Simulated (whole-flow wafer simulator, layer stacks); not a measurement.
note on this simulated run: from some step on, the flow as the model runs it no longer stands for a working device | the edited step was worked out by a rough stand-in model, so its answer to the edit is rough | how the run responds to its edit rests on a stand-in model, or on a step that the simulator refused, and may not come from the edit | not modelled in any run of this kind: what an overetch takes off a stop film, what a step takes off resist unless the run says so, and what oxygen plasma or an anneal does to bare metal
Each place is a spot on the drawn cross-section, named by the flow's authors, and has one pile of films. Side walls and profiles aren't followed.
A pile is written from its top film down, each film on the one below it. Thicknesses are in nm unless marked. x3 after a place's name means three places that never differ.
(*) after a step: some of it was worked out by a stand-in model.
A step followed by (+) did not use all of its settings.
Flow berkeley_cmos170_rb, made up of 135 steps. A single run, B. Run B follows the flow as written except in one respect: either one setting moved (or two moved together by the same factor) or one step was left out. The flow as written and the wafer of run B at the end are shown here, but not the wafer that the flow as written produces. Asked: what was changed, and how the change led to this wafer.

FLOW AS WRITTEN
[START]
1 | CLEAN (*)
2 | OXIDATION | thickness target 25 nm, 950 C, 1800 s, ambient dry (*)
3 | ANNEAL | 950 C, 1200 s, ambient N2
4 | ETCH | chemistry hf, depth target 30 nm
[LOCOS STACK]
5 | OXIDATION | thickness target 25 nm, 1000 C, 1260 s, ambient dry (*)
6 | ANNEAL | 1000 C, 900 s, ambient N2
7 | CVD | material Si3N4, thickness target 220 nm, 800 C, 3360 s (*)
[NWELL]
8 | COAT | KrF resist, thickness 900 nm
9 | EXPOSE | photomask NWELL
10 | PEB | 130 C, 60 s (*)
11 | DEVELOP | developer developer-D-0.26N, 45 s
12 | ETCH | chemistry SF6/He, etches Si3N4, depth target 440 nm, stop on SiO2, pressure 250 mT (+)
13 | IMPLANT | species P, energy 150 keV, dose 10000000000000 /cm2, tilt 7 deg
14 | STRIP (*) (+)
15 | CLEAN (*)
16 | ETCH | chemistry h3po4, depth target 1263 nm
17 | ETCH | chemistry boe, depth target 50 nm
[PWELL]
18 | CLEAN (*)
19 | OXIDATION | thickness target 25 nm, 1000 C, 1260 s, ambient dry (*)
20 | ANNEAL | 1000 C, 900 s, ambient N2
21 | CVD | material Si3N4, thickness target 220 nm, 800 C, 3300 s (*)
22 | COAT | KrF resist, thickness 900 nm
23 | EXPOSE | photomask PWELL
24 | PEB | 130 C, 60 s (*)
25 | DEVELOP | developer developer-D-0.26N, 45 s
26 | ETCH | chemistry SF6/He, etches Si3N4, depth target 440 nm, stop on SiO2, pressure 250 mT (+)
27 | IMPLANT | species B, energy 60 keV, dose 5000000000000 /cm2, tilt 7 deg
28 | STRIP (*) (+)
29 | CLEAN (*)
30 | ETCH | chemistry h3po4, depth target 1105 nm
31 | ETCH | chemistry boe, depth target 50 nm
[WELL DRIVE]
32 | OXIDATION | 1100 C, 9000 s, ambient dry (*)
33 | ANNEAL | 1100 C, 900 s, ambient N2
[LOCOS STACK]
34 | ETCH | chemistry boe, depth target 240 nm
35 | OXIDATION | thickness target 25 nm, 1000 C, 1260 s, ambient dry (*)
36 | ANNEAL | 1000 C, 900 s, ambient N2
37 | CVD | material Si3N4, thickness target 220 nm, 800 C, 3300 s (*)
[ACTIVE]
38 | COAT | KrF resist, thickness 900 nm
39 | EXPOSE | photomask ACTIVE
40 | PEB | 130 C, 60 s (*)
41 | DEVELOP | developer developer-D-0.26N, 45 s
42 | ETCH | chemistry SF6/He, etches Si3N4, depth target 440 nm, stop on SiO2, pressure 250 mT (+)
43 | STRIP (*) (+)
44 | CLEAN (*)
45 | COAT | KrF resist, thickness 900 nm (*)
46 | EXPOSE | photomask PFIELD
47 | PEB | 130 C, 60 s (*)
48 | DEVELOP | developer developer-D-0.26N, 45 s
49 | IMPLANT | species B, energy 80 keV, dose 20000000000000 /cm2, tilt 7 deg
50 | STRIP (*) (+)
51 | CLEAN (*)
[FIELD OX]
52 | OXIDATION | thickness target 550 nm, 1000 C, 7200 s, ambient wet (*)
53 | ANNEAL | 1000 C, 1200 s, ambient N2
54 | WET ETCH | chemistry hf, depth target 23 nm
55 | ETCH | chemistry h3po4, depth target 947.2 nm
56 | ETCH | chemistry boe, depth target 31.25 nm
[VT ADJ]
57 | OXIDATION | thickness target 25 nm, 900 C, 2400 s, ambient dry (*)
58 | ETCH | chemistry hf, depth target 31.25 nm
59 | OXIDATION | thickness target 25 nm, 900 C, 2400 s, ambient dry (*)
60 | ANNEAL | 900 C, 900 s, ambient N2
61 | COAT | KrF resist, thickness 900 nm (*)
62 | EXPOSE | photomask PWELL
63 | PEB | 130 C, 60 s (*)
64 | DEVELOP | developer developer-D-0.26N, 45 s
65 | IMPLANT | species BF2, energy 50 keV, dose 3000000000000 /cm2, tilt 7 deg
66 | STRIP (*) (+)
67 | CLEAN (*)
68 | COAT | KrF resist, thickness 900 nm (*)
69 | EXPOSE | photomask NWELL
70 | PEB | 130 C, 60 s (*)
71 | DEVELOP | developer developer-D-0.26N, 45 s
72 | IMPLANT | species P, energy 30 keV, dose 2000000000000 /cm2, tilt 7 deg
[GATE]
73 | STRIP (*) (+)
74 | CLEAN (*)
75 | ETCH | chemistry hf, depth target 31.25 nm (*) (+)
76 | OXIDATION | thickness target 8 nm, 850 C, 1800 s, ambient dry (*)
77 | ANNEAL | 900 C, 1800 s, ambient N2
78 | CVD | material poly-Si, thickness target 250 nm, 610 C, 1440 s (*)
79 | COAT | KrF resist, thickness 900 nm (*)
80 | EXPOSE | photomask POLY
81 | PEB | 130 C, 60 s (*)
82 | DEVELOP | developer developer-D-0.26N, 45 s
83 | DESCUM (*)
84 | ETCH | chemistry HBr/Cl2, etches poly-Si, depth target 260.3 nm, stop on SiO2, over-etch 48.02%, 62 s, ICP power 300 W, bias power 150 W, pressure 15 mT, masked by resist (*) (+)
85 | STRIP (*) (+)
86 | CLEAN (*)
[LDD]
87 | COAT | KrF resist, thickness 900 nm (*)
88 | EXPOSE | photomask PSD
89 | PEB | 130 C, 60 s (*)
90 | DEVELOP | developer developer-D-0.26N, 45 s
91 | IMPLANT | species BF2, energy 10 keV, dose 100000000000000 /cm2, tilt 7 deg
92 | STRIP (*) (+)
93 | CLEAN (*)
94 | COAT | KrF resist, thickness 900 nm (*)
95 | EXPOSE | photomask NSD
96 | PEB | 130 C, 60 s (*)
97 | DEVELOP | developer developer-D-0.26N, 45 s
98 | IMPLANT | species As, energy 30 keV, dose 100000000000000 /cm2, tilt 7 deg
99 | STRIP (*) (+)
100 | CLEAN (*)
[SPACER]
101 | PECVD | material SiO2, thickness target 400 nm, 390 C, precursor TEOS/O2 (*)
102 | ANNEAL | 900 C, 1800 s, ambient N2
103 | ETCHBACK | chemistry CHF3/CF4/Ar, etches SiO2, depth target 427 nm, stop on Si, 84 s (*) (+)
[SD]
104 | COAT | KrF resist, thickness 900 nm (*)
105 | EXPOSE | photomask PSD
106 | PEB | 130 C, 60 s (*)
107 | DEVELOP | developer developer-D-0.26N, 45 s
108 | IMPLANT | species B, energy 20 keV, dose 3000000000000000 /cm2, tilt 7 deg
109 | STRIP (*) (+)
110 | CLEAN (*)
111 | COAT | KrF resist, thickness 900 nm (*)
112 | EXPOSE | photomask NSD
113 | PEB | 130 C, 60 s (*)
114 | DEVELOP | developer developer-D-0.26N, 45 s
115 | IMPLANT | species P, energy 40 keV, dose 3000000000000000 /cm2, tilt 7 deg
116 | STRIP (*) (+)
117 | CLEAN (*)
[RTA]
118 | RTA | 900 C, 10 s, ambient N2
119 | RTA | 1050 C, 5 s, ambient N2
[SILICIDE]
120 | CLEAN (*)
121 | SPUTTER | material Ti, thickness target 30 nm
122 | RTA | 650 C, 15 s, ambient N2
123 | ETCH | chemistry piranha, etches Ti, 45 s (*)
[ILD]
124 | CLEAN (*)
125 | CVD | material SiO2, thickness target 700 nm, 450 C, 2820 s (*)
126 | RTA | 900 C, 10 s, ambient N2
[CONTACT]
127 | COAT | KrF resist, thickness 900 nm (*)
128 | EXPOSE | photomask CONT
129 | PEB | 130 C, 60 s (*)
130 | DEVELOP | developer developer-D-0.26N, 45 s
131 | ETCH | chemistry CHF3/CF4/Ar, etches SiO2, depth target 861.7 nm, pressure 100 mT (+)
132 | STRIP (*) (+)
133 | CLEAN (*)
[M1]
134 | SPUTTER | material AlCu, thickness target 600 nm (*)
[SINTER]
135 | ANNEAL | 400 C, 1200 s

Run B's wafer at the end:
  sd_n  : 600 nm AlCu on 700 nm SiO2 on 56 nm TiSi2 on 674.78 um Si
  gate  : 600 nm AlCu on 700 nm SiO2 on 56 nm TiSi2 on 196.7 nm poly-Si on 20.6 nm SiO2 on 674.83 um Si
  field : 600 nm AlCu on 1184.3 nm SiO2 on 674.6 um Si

What caused this: step 35, OXIDATION: 1200 C was run, whereas the flow has 1000 C.

How this came from the change, step by step:
  35 | OXIDATION | thickness target 25 nm, 1000 C, 1260 s, ambient dry (*)
      field, sd_n, spacer_n and 6 more: +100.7 SiO2 (new film), -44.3 Si (it would be, as written: +26.6 SiO2 (new film), -11.7 Si)
  52 | OXIDATION | thickness target 550 nm, 1000 C, 7200 s, ambient wet (*)
      gate, sd_p: +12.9 SiO2 (new film), -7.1 Si3N4 (it would be, as written: +12.9 SiO2 (new film), -7.1 Si3N4, +0.08 SiO2, -0.08 Si)
      sd_n: +12.9 SiO2 (new film), -7.1 Si3N4 (it would be, as written: +12.9 SiO2 (new film), -7.1 Si3N4, +2.22 SiO2, -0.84 Si)
      (and at 2 other places as well)
  56 | ETCH | chemistry boe, depth target 31.25 nm
      spacer_n, gate, sd_p, spacer_p, gate_p, contact: -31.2 SiO2 (it would be, as written: -26.6 SiO2 (all of it))
      sd_n: -31.2 SiO2 (it would be, as written: -28.8 SiO2 (all of it))
      (and at 1 other place as well)
  57 | OXIDATION | thickness target 25 nm, 900 C, 2400 s, ambient dry (*)
      sd_n, spacer_n, gate, sd_p, spacer_p, gate_p, contact, m1: +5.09 SiO2, -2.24 Si (it would be, as written: +15 SiO2 (new film), -6.62 Si)
  58 | ETCH | chemistry hf, depth target 31.25 nm
      sd_n, spacer_n, gate, sd_p, spacer_p, gate_p, contact, m1: -31.3 SiO2 (it would be, as written: -15 SiO2 (all of it))
  59 | OXIDATION | thickness target 25 nm, 900 C, 2400 s, ambient dry (*)
      sd_n, spacer_n, gate, sd_p, spacer_p, gate_p, contact, m1: +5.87 SiO2, -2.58 Si (it would be, as written: +15 SiO2 (new film), -6.62 Si)
  75 | ETCH | chemistry hf, depth target 31.25 nm (*) (+)
      sd_n, spacer_n, gate, sd_p, spacer_p, gate_p, contact, m1: -31.3 SiO2 (it would be, as written: -15 SiO2 (all of it))
  76 | OXIDATION | thickness target 8 nm, 850 C, 1800 s, ambient dry (*)
      sd_n, spacer_n, gate, sd_p, spacer_p, gate_p, contact, m1: +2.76 SiO2, -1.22 Si (it would be, as written: +7.53 SiO2 (new film), -3.31 Si)
  85 | STRIP (*) (+)
      gate: -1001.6 KrF resist (all of it) (it would be, as written: -980 KrF resist (all of it))
      gate_p: -1001.6 KrF resist (all of it) (it would be, as written: -979.9 KrF resist (all of it))
  103 | ETCHBACK | chemistry CHF3/CF4/Ar, etches SiO2, depth target 427 nm, stop on Si, 84 s (*) (+)
      sd_n, contact, m1: -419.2 SiO2 (all of it) (it would be, as written: -406.1 SiO2 (all of it))
      sd_p: -399.3 SiO2 (all of it) (it would be, as written: -388.4 SiO2 (all of it))
  104 | COAT | KrF resist, thickness 900 nm (*)
      sd_n: +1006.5 KrF resist (new film) (it would be, as written: +982.1 KrF resist (new film))
      sd_p: +1013.3 KrF resist (new film) (it would be, as written: +990.7 KrF resist (new film))
  107 | DEVELOP | developer developer-D-0.26N, 45 s
      sd_p: -1013.3 KrF resist (all of it) (it would be, as written: -990.7 KrF resist (all of it))
  109 | STRIP (*) (+)
      sd_n: -992.3 KrF resist (all of it) (it would be, as written: -967.9 KrF resist (all of it))
  111 | COAT | KrF resist, thickness 900 nm (*)
      sd_n: +1006.5 KrF resist (new film) (it would be, as written: +982.1 KrF resist (new film))
      sd_p: +1013.3 KrF resist (new film) (it would be, as written: +990.7 KrF resist (new film))
  114 | DEVELOP | developer developer-D-0.26N, 45 s
      sd_n: -1006.5 KrF resist (all of it) (it would be, as written: -982.1 KrF resist (all of it))
  116 | STRIP (*) (+)
      sd_p: -999.1 KrF resist (all of it) (it would be, as written: -976.5 KrF resist (all of it))
  ... 4 further steps ...
  132 | STRIP (*) (+)
      field: -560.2 KrF resist (all of it) (it would be, as written: -575.3 KrF resist (all of it))
      sd_n: -799.5 KrF resist (all of it) (it would be, as written: -780.4 KrF resist (all of it))
      (and at 1 other place as well)
